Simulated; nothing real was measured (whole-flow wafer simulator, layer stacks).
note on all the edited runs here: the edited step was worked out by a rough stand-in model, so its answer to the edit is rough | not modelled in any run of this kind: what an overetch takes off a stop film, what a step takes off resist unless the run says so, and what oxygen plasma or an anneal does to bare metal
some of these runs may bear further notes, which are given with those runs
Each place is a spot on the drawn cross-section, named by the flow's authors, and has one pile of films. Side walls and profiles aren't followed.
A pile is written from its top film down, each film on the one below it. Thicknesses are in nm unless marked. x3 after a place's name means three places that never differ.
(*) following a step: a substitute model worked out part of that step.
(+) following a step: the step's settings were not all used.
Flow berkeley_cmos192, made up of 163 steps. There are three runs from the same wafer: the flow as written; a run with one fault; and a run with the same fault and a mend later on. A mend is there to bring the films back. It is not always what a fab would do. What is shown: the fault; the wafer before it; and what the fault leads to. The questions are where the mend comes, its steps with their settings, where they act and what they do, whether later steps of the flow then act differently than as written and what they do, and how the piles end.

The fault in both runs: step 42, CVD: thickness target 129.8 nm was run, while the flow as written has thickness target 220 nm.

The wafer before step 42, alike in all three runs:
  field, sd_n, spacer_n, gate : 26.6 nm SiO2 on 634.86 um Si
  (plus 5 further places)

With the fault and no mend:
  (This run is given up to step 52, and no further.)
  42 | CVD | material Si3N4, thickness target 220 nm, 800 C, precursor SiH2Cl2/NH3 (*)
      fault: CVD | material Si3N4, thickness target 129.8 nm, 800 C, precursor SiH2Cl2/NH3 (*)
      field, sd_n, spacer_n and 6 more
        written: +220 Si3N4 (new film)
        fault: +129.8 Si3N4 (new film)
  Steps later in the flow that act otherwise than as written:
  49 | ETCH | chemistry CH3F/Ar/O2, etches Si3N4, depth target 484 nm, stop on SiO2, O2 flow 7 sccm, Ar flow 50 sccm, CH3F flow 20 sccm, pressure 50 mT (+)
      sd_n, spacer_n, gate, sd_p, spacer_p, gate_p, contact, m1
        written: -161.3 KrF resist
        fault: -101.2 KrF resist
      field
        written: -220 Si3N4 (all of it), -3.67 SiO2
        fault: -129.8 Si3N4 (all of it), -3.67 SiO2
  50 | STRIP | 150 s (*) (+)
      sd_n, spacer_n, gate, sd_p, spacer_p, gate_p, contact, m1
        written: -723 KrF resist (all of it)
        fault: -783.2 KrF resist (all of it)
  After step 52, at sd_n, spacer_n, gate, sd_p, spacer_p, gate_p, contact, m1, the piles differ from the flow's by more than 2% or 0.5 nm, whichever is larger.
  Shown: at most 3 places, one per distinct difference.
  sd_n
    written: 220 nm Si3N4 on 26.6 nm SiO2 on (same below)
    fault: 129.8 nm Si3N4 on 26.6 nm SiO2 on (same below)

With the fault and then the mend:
  After step 48 comes the mend.
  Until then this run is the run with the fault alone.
  48a | STRIP | 150 s (*) (+)
      sd_n, spacer_n, gate, sd_p, spacer_p, gate_p, contact, m1
        -884.4 KrF resist (all of it)
  48b | CLEAN | chemistry SPM (the flow's step 34 again)
      does not change any film at any place that is followed
  48c | CVD | material Si3N4, thickness target 90.2 nm, 800 C, precursor SiH2Cl2/NH3 (*) (the flow's step 42 again, with other settings)
      field, sd_n, spacer_n and 6 more
        +90.2 Si3N4
  48d | HMDS (the flow's step 43 again)
      does not change any film at any place that is followed
  48e | COAT | KrF resist, thickness 900 nm (the flow's step 44 again)
      field, sd_n, spacer_n and 6 more
        +900 KrF resist (new film)
  48f | SOFTBAKE | KrF resist (the flow's step 45 again)
      does not change any film at any place that is followed
  48g | EXPOSE | photomask ACTIVE, dose 18 mJ/cm2, NA 0.5, wavelength 248 nm (*) (the flow's step 46 again)
      does not change any film at any place that is followed
  48h | PEB | KrF resist, 130 C, 60 s (the flow's step 47 again)
      field, sd_n, spacer_n and 6 more
        -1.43 KrF resist
  48i | DEVELOP | KrF resist, thickness 900 nm, developer developer-D-0.26N, 45 s (the flow's step 48 again)
      sd_n, spacer_n, gate, sd_p, spacer_p, gate_p, contact, m1
        -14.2 KrF resist
      field
        -898.6 KrF resist (all of it)
  Every later step of the flow that is run acts as written at every place that is followed.
  By the end, the piles equal the flow's at every place that both follow.
